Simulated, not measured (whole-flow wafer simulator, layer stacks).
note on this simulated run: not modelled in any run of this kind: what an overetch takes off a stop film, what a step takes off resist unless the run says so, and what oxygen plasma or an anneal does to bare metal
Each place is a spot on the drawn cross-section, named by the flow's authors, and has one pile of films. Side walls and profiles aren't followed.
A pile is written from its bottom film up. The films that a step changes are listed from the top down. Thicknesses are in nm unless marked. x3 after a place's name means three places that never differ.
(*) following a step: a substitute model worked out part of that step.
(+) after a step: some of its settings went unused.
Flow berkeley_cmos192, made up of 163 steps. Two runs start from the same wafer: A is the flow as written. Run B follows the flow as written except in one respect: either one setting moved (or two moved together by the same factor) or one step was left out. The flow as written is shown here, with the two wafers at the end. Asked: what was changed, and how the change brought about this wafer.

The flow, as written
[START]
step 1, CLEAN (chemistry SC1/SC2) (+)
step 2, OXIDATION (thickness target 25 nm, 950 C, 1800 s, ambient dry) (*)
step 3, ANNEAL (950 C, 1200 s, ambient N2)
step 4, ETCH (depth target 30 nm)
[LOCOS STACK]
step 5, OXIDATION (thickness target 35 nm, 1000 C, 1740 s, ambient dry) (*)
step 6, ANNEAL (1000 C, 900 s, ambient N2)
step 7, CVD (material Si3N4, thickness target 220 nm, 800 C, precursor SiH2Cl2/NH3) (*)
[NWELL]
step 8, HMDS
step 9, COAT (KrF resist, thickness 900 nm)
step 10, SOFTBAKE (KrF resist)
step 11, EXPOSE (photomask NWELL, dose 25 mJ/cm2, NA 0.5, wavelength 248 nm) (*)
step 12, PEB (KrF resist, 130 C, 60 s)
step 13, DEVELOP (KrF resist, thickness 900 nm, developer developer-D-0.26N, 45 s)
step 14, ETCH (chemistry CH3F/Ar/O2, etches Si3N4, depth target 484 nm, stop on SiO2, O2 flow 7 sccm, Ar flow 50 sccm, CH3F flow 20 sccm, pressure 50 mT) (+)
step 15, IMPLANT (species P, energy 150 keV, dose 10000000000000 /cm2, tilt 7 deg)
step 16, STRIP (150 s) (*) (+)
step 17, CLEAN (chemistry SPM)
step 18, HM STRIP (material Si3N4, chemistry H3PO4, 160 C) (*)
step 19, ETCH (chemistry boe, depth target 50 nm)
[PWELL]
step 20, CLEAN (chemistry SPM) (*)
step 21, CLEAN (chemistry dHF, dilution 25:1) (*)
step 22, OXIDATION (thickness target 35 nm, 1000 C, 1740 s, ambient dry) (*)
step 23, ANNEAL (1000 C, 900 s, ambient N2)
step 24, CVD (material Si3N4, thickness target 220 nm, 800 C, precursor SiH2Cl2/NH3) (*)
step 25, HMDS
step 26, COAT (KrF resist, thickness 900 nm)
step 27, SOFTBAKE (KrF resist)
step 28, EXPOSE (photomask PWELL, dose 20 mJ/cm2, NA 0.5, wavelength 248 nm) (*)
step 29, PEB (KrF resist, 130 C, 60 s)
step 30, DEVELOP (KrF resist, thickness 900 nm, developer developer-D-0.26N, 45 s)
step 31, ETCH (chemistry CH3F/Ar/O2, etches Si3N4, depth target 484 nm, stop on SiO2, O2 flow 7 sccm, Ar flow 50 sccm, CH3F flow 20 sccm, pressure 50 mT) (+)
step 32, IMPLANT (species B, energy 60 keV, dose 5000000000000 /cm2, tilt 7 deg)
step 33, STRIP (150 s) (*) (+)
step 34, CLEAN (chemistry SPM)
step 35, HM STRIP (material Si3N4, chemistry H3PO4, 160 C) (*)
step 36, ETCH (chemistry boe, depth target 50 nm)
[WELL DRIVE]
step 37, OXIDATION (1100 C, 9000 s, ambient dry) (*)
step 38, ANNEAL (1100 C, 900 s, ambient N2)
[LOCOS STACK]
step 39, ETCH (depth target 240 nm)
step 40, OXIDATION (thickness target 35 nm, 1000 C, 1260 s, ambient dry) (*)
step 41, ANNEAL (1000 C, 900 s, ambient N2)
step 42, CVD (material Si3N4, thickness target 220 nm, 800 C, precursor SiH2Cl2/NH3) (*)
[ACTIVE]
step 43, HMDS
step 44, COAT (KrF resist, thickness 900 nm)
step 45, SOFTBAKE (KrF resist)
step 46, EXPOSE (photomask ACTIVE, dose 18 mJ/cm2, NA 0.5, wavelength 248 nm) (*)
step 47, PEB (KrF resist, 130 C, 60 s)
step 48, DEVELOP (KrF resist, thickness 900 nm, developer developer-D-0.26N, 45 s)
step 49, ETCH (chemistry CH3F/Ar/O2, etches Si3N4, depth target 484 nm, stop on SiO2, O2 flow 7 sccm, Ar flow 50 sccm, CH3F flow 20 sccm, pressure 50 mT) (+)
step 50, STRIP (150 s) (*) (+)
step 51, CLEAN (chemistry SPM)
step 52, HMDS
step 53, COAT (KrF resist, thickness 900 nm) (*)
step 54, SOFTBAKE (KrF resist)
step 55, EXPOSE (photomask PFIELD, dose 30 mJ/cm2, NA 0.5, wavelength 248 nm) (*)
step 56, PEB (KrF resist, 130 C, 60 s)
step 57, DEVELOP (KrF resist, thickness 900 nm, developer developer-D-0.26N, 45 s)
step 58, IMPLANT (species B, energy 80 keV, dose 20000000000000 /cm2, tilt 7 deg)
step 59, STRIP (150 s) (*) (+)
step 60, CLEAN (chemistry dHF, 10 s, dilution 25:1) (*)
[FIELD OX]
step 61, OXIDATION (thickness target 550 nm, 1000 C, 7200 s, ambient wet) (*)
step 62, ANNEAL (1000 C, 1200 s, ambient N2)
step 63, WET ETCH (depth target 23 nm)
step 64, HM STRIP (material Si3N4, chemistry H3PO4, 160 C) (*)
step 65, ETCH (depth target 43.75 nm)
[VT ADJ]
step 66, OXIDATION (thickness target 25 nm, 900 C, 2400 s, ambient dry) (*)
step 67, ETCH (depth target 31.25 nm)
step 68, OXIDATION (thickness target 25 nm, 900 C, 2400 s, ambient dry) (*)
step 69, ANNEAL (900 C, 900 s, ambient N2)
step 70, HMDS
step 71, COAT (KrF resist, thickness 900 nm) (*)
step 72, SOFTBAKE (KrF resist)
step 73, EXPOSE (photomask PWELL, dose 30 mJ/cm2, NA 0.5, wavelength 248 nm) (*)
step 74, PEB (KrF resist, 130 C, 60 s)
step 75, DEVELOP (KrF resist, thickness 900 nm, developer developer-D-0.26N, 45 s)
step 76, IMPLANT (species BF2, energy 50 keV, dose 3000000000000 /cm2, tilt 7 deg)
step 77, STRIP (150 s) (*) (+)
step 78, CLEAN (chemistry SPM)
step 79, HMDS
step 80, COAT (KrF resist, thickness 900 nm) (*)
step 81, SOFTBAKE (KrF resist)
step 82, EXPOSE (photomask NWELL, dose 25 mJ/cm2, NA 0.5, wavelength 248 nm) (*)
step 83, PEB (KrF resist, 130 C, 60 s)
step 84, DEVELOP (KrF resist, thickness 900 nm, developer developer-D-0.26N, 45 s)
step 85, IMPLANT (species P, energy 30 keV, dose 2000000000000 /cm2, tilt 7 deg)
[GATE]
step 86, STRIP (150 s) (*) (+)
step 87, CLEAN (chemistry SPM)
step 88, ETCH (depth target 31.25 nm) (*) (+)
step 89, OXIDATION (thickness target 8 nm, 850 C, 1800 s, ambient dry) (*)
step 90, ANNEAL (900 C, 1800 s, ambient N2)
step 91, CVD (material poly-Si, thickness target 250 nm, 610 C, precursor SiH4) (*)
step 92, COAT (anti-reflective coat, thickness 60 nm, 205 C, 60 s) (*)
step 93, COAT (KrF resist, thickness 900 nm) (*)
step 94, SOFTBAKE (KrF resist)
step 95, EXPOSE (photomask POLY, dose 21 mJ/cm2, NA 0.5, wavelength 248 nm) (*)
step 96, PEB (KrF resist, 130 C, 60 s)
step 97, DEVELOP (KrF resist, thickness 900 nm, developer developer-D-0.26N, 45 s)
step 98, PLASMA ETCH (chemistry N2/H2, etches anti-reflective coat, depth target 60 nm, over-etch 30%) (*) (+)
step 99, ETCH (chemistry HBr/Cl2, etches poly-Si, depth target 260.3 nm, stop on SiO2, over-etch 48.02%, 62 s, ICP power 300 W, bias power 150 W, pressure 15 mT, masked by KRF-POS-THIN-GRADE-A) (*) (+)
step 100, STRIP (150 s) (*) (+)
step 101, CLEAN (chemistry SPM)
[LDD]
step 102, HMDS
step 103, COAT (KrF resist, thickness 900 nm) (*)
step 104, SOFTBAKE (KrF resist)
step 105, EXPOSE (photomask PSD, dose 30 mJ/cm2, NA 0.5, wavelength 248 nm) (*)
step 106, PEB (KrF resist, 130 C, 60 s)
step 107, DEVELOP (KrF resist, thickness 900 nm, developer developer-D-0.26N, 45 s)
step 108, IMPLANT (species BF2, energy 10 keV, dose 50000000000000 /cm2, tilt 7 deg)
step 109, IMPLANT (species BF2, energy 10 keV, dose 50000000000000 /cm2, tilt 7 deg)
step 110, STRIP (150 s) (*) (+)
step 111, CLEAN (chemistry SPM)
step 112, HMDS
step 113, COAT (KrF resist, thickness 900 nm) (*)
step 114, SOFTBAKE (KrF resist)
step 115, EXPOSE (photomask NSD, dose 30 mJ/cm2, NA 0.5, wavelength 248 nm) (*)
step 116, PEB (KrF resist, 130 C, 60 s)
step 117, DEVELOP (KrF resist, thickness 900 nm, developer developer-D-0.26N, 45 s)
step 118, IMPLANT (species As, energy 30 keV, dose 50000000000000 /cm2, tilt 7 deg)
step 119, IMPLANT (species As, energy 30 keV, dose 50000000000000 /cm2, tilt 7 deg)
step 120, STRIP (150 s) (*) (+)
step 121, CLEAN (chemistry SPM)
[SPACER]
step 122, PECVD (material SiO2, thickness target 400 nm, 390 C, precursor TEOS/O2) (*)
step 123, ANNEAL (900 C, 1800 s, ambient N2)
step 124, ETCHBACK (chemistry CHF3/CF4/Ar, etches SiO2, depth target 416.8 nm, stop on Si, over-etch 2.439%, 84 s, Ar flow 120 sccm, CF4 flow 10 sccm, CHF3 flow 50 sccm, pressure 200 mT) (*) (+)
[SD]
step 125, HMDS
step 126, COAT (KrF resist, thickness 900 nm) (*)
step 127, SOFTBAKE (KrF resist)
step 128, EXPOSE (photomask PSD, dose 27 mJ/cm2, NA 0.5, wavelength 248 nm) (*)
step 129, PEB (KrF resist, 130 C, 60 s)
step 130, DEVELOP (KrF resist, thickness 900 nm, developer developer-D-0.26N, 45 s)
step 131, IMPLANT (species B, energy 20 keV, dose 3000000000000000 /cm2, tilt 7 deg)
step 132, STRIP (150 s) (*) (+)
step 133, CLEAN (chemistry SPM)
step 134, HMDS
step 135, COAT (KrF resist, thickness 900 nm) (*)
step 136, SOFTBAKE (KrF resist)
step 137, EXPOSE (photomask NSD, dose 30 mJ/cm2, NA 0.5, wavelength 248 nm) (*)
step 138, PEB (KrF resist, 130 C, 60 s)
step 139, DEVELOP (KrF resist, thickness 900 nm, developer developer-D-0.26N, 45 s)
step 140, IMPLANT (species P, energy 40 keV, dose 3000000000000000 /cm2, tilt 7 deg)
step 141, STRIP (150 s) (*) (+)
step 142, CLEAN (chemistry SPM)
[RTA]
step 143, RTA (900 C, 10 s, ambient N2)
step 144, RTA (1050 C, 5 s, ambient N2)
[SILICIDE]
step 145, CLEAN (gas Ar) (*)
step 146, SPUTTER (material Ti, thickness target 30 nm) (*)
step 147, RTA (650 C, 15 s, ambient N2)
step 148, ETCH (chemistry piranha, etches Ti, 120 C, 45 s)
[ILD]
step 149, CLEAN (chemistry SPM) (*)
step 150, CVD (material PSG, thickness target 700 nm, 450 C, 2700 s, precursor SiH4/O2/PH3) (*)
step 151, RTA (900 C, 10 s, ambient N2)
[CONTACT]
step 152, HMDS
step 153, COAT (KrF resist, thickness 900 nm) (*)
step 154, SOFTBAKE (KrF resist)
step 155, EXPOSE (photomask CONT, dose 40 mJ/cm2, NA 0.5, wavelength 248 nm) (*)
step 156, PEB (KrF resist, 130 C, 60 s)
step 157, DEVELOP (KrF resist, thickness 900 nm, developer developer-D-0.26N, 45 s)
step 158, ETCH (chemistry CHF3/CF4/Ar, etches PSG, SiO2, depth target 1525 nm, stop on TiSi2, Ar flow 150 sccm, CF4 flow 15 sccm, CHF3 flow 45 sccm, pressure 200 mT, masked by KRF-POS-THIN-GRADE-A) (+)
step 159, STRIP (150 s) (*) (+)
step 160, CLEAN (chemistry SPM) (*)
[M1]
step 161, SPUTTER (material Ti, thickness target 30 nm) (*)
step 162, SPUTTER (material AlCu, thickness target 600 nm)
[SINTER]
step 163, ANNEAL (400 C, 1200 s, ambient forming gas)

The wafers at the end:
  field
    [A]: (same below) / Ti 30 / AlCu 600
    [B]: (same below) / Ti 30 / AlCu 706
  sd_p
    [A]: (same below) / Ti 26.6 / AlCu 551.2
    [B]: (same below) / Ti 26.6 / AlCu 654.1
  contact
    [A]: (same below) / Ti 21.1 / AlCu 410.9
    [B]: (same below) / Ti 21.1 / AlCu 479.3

Cause: step 162, SPUTTER: thickness target 706 nm was run, whereas the flow has thickness target 600 nm.
The wafer lets one read it off: field has AlCu 706, and step 162 as written asks for 600 nm.

How this came from the change, step by step:
  step 162, SPUTTER (material AlCu, thickness target 600 nm)
      field, sd_n, spacer_n, gate, spacer_p, gate_p, m1: A AlCu gains 600 (new film) | B AlCu gains 706 (new film)
      sd_p: A AlCu gains 551.2 (new film) | B AlCu gains 654.1 (new film)
      (also at 1 further place)
